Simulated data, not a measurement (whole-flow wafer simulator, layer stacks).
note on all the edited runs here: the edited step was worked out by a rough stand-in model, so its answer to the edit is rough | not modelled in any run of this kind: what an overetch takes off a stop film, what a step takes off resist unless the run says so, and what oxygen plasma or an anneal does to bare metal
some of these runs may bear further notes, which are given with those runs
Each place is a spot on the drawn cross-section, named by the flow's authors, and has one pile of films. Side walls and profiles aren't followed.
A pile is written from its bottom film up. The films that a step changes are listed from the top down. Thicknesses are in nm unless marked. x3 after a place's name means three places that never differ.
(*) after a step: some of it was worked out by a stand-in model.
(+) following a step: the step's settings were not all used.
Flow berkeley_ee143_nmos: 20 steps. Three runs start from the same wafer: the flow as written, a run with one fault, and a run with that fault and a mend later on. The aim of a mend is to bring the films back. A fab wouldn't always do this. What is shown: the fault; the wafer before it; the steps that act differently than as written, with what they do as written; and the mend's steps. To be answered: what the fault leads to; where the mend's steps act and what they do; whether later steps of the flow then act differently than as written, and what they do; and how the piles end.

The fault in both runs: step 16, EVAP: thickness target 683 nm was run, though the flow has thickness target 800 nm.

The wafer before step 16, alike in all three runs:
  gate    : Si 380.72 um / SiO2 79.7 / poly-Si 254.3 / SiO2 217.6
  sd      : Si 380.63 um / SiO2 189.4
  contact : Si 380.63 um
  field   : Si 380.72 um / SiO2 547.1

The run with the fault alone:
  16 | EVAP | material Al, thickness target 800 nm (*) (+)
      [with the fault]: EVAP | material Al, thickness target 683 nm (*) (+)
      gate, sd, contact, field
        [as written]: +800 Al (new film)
        [with the fault]: +683 Al (new film)
  Steps later in the flow that act otherwise than as written:
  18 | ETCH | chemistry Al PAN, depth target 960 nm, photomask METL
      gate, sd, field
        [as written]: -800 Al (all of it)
        [with the fault]: -683 Al (all of it)
  By the end, the piles at contact depart from the flow's by more than 2% or 0.5 nm, whichever is larger.
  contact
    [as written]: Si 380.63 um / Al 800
    [with the fault]: Si 380.63 um / Al 683

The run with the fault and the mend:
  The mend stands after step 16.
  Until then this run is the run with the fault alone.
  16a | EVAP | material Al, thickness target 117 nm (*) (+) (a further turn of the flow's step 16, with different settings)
      gate, sd, contact, field
        +117 Al
  None of the later steps of the flow acts differently than as written at any place that is followed.
  At every place that both follow, the piles at the end match the flow's.
